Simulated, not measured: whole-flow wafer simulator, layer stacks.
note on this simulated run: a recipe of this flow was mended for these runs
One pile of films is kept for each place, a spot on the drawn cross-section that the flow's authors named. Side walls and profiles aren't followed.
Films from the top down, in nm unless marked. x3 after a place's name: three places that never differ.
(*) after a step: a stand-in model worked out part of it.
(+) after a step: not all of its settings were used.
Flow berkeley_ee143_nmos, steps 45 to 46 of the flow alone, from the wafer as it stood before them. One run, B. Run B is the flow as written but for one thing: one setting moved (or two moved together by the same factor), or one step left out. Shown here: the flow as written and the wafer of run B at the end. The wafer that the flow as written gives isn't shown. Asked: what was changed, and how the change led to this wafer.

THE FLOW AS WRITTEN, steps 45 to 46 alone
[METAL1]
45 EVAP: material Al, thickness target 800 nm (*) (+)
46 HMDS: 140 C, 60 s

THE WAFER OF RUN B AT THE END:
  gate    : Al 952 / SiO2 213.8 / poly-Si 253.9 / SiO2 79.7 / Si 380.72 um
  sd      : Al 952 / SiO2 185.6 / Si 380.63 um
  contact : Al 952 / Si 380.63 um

The cause: step 45, EVAP: thickness target 952 nm was run, where the flow has thickness target 800 nm.
It can be read off the wafer: gate has Al 952, and step 45 as written asks for 800 nm.

How the change led to this, step by step:
  45 EVAP: material Al, thickness target 800 nm (*) (+)
      gate, sd, contact, field: Al +952 (new film) (as written it would be: Al +800 (new film))
